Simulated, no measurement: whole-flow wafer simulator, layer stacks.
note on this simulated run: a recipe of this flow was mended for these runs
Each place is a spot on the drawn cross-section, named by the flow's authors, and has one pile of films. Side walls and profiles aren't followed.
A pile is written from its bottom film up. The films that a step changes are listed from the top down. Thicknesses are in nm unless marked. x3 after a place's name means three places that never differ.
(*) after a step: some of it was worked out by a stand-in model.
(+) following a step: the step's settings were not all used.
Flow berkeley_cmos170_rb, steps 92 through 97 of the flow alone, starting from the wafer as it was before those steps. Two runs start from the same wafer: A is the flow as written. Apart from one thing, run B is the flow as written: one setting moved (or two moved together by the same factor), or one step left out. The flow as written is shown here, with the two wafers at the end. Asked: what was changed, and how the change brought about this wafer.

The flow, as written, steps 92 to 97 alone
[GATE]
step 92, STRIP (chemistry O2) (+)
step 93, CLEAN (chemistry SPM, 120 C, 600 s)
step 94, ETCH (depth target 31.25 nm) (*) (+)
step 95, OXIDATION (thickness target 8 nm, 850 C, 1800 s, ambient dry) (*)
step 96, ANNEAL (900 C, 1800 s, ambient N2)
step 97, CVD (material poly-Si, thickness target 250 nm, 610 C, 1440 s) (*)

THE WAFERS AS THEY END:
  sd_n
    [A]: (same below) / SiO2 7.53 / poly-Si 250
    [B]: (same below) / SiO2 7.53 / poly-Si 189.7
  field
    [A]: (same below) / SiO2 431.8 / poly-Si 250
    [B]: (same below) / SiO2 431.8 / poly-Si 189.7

Cause: step 97, CVD: 1094 s was run, though the flow has 1440 s.

The path from the change to this, step by step:
  step 97, CVD (material poly-Si, thickness target 250 nm, 610 C, 1440 s) (*)
      field, sd_n, spacer_n, gate, sd_p, spacer_p x2, contact, m1: A poly-Si gains 250 (new film) | B poly-Si gains 189.7 (new film)
